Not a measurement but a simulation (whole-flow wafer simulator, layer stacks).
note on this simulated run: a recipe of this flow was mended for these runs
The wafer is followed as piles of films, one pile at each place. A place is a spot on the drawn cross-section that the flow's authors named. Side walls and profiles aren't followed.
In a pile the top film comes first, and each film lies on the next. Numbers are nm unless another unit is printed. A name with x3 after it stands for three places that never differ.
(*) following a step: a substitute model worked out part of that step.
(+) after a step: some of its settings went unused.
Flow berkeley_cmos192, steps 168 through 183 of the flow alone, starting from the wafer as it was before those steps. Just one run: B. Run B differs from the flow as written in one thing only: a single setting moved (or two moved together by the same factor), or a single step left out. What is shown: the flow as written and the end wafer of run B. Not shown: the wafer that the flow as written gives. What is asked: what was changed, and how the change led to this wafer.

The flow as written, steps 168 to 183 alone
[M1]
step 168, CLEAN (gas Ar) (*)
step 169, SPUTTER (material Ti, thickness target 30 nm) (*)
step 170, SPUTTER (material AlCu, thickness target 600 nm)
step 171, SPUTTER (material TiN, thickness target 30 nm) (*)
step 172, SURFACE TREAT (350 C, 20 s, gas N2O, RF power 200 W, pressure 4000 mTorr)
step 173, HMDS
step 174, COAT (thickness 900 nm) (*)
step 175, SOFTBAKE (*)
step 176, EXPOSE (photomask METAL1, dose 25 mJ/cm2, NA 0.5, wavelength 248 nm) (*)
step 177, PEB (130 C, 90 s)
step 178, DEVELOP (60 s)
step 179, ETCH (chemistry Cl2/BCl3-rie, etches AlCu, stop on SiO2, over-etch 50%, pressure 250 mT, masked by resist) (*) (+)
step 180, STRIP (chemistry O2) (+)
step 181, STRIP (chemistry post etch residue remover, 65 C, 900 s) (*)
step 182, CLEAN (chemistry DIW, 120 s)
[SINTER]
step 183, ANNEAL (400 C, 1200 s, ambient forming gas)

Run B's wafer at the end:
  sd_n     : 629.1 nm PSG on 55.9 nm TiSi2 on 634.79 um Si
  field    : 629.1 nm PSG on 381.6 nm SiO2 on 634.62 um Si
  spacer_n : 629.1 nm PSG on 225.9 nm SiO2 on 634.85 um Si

The reason: step 179, ETCH: over-etch 79.4% was run, though the flow has over-etch 50%.

How this came from the change, step by step:
  step 179, ETCH (chemistry Cl2/BCl3-rie, etches AlCu, stop on SiO2, over-etch 50%, pressure 250 mT, masked by resist) (*) (+)
      field, sd_n, spacer_n, gate, spacer_p, gate_p: -30 TiN (all of it), -600 AlCu (all of it), -30 Ti (all of it), -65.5 PSG (it would be, as written: -30 TiN (all of it), -600 AlCu (all of it), -30 Ti (all of it), -41.2 PSG)
      contact, m1: -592 KrF-resist (it would be, as written: -495 KrF-resist)
      (and at 1 other place as well)
  step 180, STRIP (chemistry O2) (+)
      contact: -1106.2 KrF-resist (all of it) (it would be, as written: -1203.2 KrF-resist (all of it))
      m1: -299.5 KrF-resist (all of it) (it would be, as written: -396.5 KrF-resist (all of it))
